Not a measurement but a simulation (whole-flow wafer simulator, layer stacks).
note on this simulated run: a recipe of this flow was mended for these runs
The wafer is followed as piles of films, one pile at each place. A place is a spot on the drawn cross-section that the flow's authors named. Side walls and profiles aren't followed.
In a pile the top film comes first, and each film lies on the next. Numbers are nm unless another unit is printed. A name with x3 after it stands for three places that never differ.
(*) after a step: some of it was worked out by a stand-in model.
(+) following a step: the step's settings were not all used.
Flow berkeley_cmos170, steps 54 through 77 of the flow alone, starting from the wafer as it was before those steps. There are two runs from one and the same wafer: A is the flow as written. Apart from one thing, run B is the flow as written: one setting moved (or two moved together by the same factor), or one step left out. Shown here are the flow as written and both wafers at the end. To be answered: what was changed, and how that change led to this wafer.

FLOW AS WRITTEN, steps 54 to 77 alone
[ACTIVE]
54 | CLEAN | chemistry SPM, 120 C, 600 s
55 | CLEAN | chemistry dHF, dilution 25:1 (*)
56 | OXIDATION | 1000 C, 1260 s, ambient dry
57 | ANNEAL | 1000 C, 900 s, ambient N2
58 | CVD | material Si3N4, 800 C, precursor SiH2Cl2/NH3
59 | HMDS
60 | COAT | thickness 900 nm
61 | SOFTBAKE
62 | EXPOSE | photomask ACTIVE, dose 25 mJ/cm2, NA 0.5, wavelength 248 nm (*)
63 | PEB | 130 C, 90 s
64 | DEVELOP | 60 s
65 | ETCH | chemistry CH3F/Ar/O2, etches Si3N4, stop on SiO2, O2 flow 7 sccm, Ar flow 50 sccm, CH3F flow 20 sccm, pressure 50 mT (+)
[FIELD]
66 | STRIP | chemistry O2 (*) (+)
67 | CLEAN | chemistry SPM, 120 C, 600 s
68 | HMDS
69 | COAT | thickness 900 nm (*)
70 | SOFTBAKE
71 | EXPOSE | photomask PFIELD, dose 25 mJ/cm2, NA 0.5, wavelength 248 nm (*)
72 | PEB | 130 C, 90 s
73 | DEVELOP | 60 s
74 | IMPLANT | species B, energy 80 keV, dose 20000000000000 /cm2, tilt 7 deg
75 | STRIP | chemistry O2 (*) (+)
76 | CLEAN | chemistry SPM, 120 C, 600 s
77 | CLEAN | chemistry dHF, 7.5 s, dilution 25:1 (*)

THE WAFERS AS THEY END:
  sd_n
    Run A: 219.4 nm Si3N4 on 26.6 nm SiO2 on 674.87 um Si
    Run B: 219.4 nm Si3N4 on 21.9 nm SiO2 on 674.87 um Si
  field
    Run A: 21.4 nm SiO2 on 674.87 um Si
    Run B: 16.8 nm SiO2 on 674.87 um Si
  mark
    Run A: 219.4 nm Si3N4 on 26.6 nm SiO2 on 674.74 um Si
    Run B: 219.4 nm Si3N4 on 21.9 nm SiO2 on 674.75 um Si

The reason: step 56, OXIDATION: 981 C was run, though the flow has 1000 C.

How this came from the change, step by step:
  56 | OXIDATION | 1000 C, 1260 s, ambient dry
      field, mark, sd_n and 10 more: A SiO2 gains 26.6 (new film), Si loses 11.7 | B SiO2 gains 21.9 (new film), Si loses 9.64
